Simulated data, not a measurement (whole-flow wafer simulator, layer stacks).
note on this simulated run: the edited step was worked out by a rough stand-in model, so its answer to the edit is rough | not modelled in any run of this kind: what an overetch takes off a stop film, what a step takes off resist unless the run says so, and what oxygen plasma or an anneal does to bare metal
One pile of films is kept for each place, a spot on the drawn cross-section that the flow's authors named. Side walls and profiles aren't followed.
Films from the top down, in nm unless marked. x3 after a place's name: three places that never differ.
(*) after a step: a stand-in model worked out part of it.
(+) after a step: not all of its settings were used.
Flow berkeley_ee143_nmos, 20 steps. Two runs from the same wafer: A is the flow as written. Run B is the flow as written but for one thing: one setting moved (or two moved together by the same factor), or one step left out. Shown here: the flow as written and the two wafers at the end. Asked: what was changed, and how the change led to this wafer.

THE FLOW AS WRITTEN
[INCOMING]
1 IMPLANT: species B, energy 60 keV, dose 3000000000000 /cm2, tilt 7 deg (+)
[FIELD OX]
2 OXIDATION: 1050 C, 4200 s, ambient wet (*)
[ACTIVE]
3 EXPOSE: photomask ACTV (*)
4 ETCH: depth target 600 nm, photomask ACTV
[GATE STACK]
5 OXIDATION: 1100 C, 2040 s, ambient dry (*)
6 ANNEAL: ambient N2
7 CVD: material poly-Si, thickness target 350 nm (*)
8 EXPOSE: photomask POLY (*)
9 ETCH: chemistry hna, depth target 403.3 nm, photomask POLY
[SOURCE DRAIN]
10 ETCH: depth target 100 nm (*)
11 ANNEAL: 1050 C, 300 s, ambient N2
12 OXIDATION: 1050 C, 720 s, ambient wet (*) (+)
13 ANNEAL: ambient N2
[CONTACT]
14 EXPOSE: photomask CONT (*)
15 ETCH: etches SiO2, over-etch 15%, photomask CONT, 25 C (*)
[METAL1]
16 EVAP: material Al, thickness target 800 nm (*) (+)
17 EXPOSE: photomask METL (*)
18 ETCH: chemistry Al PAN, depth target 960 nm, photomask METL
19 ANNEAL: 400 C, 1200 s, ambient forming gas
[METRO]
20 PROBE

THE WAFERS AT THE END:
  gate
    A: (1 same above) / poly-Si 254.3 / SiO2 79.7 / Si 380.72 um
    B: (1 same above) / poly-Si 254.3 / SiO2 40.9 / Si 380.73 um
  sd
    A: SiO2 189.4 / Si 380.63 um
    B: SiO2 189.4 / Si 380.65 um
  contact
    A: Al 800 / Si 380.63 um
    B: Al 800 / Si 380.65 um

The cause: step 5, OXIDATION: 1018 C was run, where the flow has 1100 C.

How the change led to this, step by step:
  5 OXIDATION: 1100 C, 2040 s, ambient dry (*)
      gate, sd, contact: A SiO2 +79.7 (new film), Si -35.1 | B SiO2 +40.9 (new film), Si -18
      field: A SiO2 +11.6, Si -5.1 | B SiO2 +5.18, Si -2.28
  10 ETCH: depth target 100 nm (*)
      sd, contact: A SiO2 -79.7 (all of it) | B SiO2 -40.9 (all of it)
